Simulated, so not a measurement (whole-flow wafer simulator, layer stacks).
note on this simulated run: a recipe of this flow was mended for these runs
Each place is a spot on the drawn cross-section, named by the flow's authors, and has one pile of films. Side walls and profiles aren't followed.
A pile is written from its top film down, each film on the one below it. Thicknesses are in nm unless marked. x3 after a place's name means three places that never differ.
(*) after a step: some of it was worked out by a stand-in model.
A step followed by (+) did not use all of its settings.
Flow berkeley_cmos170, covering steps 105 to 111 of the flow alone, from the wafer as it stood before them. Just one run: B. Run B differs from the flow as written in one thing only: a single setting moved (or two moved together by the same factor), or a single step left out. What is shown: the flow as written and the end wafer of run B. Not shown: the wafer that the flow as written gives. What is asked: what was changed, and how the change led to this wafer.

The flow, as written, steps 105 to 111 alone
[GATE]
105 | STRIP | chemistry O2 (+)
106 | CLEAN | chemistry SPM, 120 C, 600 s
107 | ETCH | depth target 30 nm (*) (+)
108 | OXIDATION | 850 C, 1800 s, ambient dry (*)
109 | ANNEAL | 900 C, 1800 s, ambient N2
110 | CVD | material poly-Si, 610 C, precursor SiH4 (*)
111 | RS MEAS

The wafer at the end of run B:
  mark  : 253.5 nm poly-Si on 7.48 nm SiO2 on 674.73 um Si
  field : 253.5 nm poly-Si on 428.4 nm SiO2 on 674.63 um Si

Cause: step 110, CVD: 619 C was run, while the flow as written has 610 C.

How this came from the change, step by step:
  110 | CVD | material poly-Si, 610 C, precursor SiH4 (*)
      field, mark, sd_n and 10 more: poly-Si gains 253.5 (new film) (it would be, as written: poly-Si gains 213.7 (new film))
